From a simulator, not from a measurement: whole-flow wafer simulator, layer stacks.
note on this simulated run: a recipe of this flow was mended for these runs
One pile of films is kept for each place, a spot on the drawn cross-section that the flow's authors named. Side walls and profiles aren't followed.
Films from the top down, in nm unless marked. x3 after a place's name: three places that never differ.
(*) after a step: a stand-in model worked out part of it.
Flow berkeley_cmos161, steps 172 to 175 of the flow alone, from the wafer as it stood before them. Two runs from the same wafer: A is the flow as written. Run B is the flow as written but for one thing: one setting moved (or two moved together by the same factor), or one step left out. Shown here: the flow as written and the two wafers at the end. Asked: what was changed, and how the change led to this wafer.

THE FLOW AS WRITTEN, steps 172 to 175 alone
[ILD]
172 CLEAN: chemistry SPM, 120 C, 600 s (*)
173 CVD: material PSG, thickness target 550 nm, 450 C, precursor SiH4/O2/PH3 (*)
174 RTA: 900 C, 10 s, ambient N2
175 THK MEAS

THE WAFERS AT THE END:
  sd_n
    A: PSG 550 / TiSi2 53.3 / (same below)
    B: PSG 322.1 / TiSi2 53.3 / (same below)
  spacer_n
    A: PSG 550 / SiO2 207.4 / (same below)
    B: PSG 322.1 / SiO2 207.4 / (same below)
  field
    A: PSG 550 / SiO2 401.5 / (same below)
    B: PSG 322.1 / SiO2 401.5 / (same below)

The cause: step 173, CVD: 382 C was run, where the flow has 450 C.

How the change led to this, step by step:
  173 CVD: material PSG, thickness target 550 nm, 450 C, precursor SiH4/O2/PH3 (*)
      field, sd_n, spacer_n, gate_n, spacer_p, gate_p, contact x2: A PSG +550 (new film) | B PSG +322.1 (new film)
      sd_p: A PSG +522.4 (new film) | B PSG +307.7 (new film)
